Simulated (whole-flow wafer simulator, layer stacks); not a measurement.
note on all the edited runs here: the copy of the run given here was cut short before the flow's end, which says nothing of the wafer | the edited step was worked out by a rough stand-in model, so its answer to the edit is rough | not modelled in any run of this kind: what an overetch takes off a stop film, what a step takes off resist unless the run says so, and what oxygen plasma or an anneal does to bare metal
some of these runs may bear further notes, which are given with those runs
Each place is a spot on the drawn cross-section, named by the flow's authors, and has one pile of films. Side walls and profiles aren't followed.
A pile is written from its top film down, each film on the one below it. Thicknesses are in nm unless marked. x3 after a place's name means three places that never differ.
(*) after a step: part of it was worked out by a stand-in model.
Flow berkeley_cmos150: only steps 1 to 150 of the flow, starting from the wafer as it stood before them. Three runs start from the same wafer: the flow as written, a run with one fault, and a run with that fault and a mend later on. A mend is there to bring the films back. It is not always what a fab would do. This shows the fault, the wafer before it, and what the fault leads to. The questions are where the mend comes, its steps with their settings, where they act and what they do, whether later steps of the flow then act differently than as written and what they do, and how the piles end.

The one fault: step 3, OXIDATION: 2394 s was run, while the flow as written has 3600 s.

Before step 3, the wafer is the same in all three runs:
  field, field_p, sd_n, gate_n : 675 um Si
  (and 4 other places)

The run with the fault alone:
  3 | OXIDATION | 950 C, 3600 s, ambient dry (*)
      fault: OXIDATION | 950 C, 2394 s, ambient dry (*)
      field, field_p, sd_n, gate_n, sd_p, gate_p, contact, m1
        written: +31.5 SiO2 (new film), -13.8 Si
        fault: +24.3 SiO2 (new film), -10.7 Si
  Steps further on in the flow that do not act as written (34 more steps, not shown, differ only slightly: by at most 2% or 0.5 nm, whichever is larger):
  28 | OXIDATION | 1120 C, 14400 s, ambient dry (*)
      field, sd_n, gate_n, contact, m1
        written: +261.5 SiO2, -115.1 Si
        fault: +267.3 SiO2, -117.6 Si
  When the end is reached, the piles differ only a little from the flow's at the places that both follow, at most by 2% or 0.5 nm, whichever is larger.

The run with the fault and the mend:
  After step 4 comes the mend.
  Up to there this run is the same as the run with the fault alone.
  4a | OXIDATION | 950 C, 1097 s, ambient dry (*) (a further turn of the flow's step 3, with different settings)
      field, field_p, sd_n, gate_n, sd_p, gate_p, contact, m1
        +7.19 SiO2, -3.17 Si
  Every later step of the flow that is run acts as written, at every place that is followed, to within 2% or 0.5 nm, whichever is larger.
  By the end, the piles equal the flow's at every place that both follow.
